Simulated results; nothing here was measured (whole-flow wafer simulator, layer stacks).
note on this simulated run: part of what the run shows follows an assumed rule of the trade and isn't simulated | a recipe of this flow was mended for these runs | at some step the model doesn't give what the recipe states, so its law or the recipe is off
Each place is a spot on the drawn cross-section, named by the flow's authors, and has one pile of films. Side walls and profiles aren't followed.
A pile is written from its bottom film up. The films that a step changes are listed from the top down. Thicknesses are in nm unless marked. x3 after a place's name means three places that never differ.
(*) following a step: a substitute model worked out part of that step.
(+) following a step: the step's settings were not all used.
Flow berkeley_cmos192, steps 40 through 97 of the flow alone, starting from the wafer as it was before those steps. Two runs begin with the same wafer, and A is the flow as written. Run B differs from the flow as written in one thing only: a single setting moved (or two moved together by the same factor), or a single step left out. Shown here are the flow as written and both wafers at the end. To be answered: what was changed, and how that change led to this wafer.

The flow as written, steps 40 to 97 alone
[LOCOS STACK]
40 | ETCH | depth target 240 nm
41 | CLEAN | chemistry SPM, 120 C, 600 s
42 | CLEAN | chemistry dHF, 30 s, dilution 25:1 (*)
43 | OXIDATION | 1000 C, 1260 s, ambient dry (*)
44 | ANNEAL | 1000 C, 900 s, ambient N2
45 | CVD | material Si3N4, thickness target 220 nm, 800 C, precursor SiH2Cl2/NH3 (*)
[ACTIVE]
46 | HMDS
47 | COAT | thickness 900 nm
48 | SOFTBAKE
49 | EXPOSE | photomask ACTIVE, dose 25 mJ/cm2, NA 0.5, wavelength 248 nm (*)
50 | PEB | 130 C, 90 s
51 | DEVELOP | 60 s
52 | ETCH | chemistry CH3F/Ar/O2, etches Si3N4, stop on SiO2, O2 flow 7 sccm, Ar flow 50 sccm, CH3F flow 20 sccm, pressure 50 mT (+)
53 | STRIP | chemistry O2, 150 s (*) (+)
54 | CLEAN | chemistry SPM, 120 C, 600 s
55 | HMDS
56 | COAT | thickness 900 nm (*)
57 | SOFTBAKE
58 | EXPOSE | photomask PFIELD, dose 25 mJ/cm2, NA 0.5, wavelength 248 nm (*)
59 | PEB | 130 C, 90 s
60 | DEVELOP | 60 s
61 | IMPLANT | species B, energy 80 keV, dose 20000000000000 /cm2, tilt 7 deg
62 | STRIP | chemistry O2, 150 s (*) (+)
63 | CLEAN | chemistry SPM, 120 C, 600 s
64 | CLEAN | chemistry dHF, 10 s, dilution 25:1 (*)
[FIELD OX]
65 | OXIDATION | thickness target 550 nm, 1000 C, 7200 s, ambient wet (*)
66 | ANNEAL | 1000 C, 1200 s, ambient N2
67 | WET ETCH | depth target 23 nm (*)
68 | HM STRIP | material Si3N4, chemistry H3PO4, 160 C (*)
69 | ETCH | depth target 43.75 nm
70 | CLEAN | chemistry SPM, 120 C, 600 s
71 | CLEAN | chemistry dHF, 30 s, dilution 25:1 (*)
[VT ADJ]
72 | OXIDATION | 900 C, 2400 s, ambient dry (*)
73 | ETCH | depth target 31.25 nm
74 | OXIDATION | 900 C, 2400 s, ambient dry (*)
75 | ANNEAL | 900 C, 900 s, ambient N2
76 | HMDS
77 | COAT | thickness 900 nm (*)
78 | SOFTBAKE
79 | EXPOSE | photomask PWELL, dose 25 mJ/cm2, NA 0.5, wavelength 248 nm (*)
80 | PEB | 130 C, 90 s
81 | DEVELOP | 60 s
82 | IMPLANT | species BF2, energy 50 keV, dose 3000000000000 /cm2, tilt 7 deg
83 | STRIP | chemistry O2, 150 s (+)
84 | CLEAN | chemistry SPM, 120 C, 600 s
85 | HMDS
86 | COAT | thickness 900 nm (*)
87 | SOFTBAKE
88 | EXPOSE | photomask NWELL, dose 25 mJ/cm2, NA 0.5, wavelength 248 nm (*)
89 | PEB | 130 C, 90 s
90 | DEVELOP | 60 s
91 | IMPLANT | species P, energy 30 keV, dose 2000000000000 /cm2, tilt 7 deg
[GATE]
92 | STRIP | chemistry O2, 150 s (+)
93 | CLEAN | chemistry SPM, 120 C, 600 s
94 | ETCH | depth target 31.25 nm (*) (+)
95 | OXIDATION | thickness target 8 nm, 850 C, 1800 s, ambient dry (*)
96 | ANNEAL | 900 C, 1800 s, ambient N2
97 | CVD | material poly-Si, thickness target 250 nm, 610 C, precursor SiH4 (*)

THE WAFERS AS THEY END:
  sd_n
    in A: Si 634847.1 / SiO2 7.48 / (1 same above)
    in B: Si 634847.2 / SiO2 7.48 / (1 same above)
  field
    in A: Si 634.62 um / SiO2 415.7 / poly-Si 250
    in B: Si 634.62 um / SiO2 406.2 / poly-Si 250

What caused this: step 45, CVD: 840 C was run, whereas the flow has 800 C.

How this came from the change, step by step:
  45 | CVD | material Si3N4, thickness target 220 nm, 800 C, precursor SiH2Cl2/NH3 (*)
      field, sd_n, spacer_n and 6 more: A +220 Si3N4 (new film) | B +343 Si3N4 (new film)
  52 | ETCH | chemistry CH3F/Ar/O2, etches Si3N4, stop on SiO2, O2 flow 7 sccm, Ar flow 50 sccm, CH3F flow 20 sccm, pressure 50 mT (+)
      sd_n, spacer_n, gate, sd_p, spacer_p, gate_p, contact, m1: A -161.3 KrF-resist | B -243.3 KrF-resist
      field: A -220 Si3N4 (all of it), -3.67 SiO2 | B -343 Si3N4 (all of it), -3.67 SiO2
  53 | STRIP | chemistry O2, 150 s (*) (+)
      sd_n, spacer_n, gate, sd_p, spacer_p, gate_p, contact, m1: A -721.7 KrF-resist (all of it) | B -639.7 KrF-resist (all of it)
  56 | COAT | thickness 900 nm (*)
      field: A +961.2 KrF-resist (new film) | B +996.2 KrF-resist (new film)
      sd_n: A +785.2 KrF-resist (new film) | B +723.2 KrF-resist (new film)
      (also at 7 further places)
  60 | DEVELOP | 60 s
      field: A -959 KrF-resist (all of it) | B -993.9 KrF-resist (all of it)
  62 | STRIP | chemistry O2, 150 s (*) (+)
      sd_n: A -768.5 KrF-resist (all of it) | B -706.7 KrF-resist (all of it)
      spacer_n: A -801.2 KrF-resist (all of it) | B -759.3 KrF-resist (all of it)
      (also at 6 further places)
  65 | OXIDATION | thickness target 550 nm, 1000 C, 7200 s, ambient wet (*)
      sd_n, sd_p: A +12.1 SiO2 (new film), -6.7 Si3N4, +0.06 SiO2, -0.06 Si | B +12.1 SiO2 (new film), -6.7 Si3N4
      gate: A +12.1 SiO2 (new film), -6.7 Si3N4, +0.05 SiO2, -0.05 Si | B +12.1 SiO2 (new film), -6.7 Si3N4
  68 | HM STRIP | material Si3N4, chemistry H3PO4, 160 C (*)
      sd_n, spacer_n, gate, sd_p, spacer_p, gate_p, contact, m1: A -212 Si3N4 (all of it), -9.87 SiO2 | B -335 Si3N4 (all of it), -15.6 SiO2
      field: A -16.5 SiO2 | B -26.1 SiO2
  69 | ETCH | depth target 43.75 nm
      spacer_n, gate, spacer_p, gate_p, contact, m1: A -16.7 SiO2 (all of it) | B -11 SiO2 (all of it)
      sd_n, sd_p: A -16.8 SiO2 (all of it) | B -11 SiO2 (all of it)
